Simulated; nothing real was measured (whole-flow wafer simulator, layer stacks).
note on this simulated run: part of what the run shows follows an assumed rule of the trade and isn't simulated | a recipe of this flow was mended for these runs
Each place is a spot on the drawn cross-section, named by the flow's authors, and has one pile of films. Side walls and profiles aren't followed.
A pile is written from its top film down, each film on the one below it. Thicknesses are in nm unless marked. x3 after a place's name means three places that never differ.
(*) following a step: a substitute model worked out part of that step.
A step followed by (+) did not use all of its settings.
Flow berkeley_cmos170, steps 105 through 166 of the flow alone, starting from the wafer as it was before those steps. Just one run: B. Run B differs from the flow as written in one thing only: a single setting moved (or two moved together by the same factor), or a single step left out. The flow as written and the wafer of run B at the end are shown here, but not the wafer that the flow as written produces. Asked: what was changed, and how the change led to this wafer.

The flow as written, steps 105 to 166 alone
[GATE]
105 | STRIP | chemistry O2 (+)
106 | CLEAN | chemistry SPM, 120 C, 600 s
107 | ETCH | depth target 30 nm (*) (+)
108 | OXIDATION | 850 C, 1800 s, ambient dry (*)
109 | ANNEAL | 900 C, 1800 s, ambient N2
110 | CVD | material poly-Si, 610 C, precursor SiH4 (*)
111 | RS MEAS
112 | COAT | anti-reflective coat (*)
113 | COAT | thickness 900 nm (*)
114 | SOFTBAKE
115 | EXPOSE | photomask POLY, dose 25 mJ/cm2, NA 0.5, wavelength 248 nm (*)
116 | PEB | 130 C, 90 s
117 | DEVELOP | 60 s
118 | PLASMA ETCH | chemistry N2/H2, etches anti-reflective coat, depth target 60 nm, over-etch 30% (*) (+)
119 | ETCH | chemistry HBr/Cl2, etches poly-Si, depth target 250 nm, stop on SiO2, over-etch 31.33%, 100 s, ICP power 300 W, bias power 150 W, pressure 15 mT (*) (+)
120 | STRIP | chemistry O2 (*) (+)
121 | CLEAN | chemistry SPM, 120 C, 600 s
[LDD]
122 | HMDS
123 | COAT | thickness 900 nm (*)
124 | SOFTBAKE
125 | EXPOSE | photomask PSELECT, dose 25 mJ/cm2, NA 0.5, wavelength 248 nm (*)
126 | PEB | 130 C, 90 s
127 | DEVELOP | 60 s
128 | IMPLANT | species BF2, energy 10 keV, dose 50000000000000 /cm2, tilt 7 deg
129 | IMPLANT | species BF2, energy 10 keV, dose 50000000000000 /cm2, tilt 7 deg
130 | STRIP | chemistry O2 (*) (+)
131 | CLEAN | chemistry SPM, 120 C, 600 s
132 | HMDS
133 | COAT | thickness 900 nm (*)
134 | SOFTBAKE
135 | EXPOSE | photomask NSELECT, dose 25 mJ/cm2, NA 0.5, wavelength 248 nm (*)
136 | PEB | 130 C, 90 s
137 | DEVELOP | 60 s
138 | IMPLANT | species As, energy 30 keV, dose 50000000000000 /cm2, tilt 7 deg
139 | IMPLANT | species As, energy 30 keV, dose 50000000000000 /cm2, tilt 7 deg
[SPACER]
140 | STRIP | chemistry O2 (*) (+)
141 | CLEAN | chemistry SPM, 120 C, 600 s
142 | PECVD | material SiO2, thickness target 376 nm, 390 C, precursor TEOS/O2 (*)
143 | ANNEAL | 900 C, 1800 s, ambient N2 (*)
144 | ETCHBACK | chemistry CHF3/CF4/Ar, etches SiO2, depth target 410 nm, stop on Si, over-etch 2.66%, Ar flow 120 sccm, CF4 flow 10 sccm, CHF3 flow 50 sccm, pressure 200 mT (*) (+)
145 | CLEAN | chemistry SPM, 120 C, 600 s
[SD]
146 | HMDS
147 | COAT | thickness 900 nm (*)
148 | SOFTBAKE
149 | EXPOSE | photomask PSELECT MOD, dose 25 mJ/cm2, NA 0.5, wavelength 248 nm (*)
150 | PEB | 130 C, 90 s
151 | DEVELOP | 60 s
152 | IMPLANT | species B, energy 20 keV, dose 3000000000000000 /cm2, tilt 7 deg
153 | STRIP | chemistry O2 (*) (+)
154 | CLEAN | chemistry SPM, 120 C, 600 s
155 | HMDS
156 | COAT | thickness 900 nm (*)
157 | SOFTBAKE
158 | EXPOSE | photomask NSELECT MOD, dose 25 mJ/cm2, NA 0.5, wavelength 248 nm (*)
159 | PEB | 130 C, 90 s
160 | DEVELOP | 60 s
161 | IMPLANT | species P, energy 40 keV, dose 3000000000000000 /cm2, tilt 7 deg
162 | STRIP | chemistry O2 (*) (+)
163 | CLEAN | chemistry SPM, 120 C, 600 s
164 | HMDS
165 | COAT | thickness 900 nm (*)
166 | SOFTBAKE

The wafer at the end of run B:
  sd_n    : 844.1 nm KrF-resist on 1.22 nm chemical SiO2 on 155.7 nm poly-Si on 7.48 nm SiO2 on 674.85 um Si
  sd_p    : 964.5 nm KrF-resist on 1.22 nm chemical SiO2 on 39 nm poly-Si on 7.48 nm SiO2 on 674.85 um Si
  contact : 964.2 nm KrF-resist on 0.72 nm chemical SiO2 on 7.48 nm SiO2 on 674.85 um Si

What caused this: step 118, PLASMA ETCH: chemistry N2/H2, etches anti-reflective coat, depth target 60 nm, over-etch 30% (*) (+), was not run.

Step by step, how the change led to this:
  119 | ETCH | chemistry HBr/Cl2, etches poly-Si, depth target 250 nm, stop on SiO2, over-etch 31.33%, 100 s, ICP power 300 W, bias power 150 W, pressure 15 mT (*) (+)
      field: anti-reflective coat loses 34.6 (all of it), poly-Si loses 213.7 (all of it), SiO2 loses 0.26 (it would be, as written: poly-Si loses 209.5 (all of it), SiO2 loses 0.59)
      mark: anti-reflective coat loses 60 (all of it), poly-Si loses 213.7 (all of it), SiO2 loses 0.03 (it would be, as written: poly-Si loses 210.1 (all of it), SiO2 loses 0.59)
      (as well as at 9 more places)
  120 | STRIP | chemistry O2 (*) (+)
      sd_n, sd_p, contact, via1, via2: chemical SiO2 gains 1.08 (new film), poly-Si loses 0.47 (it would be, as written: nothing)
      gate_n: chemical SiO2 gains 0.82 (new film), KrF-resist loses 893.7 (all of it), anti-reflective coat loses 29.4 (all of it), poly-Si loses 0.36 (it would be, as written: chemical SiO2 gains 0.78 (new film), KrF-resist loses 732.8 (all of it), anti-reflective coat loses 29.4 (all of it), poly-Si loses 0.34)
      (as well as at 1 more place)
  123 | COAT | thickness 900 nm (*)
      field: KrF-resist gains 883 (new film) (it would be, as written: KrF-resist gains 848.9 (new film))
      sd_n: KrF-resist gains 861.3 (new film) (it would be, as written: KrF-resist gains 996.7 (new film))
      (as well as at 5 more places)
  127 | DEVELOP | 60 s
      sd_p: KrF-resist loses 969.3 (all of it) (it would be, as written: KrF-resist loses 991.6 (all of it))
      spacer_p: KrF-resist loses 1010.2 (all of it) (it would be, as written: KrF-resist loses 988 (all of it))
      (as well as at 1 more place)
  130 | STRIP | chemistry O2 (*) (+)
      sd_n: KrF-resist loses 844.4 (all of it), chemical SiO2 gains 0.09, poly-Si loses 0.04 (it would be, as written: KrF-resist loses 979.5 (all of it))
      field: KrF-resist loses 866.1 (all of it) (it would be, as written: KrF-resist loses 832.1 (all of it))
      (as well as at 2 more places)
  133 | COAT | thickness 900 nm (*)
      field: KrF-resist gains 883 (new film) (it would be, as written: KrF-resist gains 849.2 (new film))
      sd_n: KrF-resist gains 861.2 (new film) (it would be, as written: KrF-resist gains 996.6 (new film))
      (as well as at 5 more places)
  137 | DEVELOP | 60 s
      sd_n: KrF-resist loses 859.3 (all of it) (it would be, as written: KrF-resist loses 994.4 (all of it))
      spacer_n: KrF-resist loses 1054 (all of it) (it would be, as written: KrF-resist loses 992.7 (all of it))
      (as well as at 1 more place)
  140 | STRIP | chemistry O2 (*) (+)
      sd_p: KrF-resist loses 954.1 (all of it), chemical SiO2 gains 0.05 (it would be, as written: KrF-resist loses 976.6 (all of it))
      gate_p: KrF-resist loses 782.3 (all of it), chemical SiO2 gains 0.07, poly-Si loses 0.03 (it would be, as written: KrF-resist loses 760.5 (all of it), chemical SiO2 gains 0.07)
      (as well as at 2 more places)
  142 | PECVD | material SiO2, thickness target 376 nm, 390 C, precursor TEOS/O2 (*)
      sd_n, sd_p, contact, via1, via2: SiO2 gains 376 (new film) (it would be, as written: SiO2 gains 376)
      spacer_n: SiO2 gains 537.3 (it would be, as written: SiO2 gains 376)
      (as well as at 1 more place)
  143 | ANNEAL | 900 C, 1800 s, ambient N2 (*)
      spacer_n: SiO2 loses 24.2 (it would be, as written: SiO2 loses 16.9)
      spacer_p: SiO2 loses 18.3 (it would be, as written: SiO2 loses 16.9)
  144 | ETCHBACK | chemistry CHF3/CF4/Ar, etches SiO2, depth target 410 nm, stop on Si, over-etch 2.66%, Ar flow 120 sccm, CF4 flow 10 sccm, CHF3 flow 50 sccm, pressure 200 mT (*) (+)
      sd_n, sd_p, contact, via2: SiO2 loses 359.1 (all of it), chemical SiO2 loses 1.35 (all of it), poly-Si loses 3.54 (it would be, as written: SiO2 loses 366 (all of it), Si loses 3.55)
      via1: SiO2 loses 359.1 (all of it), chemical SiO2 loses 1.35 (all of it), poly-Si loses 2.67 (all of it) (it would be, as written: SiO2 loses 366 (all of it), Si loses 3.55)
      (as well as at 2 more places)
  145 | CLEAN | chemistry SPM, 120 C, 600 s
      via1: nothing (it would be, as written: chemical SiO2 gains 0.8 (new film), Si loses 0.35)
  147 | COAT | thickness 900 nm (*)
      field: KrF-resist gains 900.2 (new film) (it would be, as written: KrF-resist gains 868 (new film))
      sd_n: KrF-resist gains 844.3 (new film) (it would be, as written: KrF-resist gains 982.3 (new film))
      (as well as at 5 more places)
  151 | DEVELOP | 60 s
      sd_p: KrF-resist loses 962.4 (all of it) (it would be, as written: KrF-resist loses 988.2 (all of it))
      spacer_p: KrF-resist loses 836.5 (all of it) (it would be, as written: KrF-resist loses 813.2 (all of it))
      (as well as at 1 more place)
  153 | STRIP | chemistry O2 (*) (+)
      sd_n: KrF-resist loses 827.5 (all of it), chemical SiO2 gains 0.17, poly-Si loses 0.07 (it would be, as written: KrF-resist loses 965.2 (all of it), chemical SiO2 gains 0.17, Si loses 0.07)
      gate_n: KrF-resist loses 828.3 (all of it), chemical SiO2 gains 0.17 (it would be, as written: KrF-resist loses 771.3 (all of it), chemical SiO2 gains 0.17, poly-Si loses 0.07)
      (as well as at 2 more places)
  156 | COAT | thickness 900 nm (*)
      field: KrF-resist gains 900.2 (new film) (it would be, as written: KrF-resist gains 867.7 (new film))
      sd_n: KrF-resist gains 844.2 (new film) (it would be, as written: KrF-resist gains 982.3 (new film))
      (as well as at 5 more places)
  ... another 2 steps ...
  165 | COAT | thickness 900 nm (*)
      field: KrF-resist gains 900.2 (new film) (it would be, as written: KrF-resist gains 867.7 (new film))
      sd_n: KrF-resist gains 844.1 (new film) (it would be, as written: KrF-resist gains 982.2 (new film))
      (as well as at 5 more places)
